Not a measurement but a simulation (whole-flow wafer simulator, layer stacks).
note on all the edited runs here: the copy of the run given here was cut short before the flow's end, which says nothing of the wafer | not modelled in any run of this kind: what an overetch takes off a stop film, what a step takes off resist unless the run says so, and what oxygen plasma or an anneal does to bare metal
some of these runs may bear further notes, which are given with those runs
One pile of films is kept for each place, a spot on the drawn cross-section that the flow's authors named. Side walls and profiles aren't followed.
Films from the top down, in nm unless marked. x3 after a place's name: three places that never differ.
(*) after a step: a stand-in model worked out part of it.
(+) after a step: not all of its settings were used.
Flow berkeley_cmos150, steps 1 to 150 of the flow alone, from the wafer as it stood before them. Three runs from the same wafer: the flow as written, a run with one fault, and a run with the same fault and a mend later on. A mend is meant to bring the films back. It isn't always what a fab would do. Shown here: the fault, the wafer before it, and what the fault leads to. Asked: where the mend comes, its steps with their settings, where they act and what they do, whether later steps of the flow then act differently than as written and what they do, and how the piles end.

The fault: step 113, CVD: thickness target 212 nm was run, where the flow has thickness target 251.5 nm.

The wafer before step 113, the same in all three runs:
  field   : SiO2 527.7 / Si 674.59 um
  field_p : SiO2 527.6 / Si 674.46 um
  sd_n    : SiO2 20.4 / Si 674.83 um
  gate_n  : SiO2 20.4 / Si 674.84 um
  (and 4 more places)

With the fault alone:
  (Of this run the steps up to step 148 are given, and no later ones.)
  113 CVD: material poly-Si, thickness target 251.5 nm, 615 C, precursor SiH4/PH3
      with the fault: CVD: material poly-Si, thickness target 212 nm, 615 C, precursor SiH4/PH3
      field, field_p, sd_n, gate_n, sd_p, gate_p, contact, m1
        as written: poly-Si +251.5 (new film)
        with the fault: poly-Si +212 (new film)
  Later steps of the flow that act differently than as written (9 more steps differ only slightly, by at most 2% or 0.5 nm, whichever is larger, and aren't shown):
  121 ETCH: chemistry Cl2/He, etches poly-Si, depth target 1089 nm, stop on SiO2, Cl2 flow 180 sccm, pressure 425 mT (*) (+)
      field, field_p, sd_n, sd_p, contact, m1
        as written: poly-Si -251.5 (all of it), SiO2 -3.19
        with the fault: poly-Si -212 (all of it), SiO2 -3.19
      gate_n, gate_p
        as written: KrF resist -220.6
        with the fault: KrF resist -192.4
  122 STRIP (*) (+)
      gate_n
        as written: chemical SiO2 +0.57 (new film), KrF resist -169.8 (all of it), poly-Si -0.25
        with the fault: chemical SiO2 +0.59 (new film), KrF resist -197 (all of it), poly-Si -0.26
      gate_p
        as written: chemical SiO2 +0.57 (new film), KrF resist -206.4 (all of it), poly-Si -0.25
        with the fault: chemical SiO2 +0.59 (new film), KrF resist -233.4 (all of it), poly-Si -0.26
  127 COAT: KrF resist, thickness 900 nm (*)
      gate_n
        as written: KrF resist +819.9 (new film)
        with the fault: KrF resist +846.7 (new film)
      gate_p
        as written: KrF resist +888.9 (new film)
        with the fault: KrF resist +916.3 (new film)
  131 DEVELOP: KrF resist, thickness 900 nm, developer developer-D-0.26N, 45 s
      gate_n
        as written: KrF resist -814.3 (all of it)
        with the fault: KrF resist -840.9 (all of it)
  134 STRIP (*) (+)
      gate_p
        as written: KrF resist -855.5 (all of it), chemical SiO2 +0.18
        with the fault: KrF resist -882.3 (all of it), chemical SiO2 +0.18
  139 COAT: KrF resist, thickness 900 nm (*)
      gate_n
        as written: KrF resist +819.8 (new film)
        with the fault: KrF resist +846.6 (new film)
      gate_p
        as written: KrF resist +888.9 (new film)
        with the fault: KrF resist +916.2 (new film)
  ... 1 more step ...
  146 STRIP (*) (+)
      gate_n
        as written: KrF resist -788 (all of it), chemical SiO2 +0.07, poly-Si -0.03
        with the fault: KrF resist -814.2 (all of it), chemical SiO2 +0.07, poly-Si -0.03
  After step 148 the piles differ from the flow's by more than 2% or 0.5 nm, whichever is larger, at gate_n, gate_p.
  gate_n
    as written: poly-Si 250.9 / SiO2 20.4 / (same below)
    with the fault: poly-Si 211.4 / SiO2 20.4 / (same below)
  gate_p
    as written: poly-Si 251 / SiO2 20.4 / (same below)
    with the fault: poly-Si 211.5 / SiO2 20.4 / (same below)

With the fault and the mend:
  The mend comes after step 113.
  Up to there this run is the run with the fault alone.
  113a CVD: material poly-Si, thickness target 39.49 nm, 615 C, precursor SiH4/PH3 (*) (the flow's step 113 once more, with other settings)
      field, field_p, sd_n, gate_n, sd_p, gate_p, contact, m1
        poly-Si +39.5
  No later step of the flow acts differently than as written, at any place that is followed, by more than 2% or 0.5 nm, whichever is larger.
  At the end the piles differ from the flow's only slightly at the places that both follow, by at most 2% or 0.5 nm, whichever is larger.
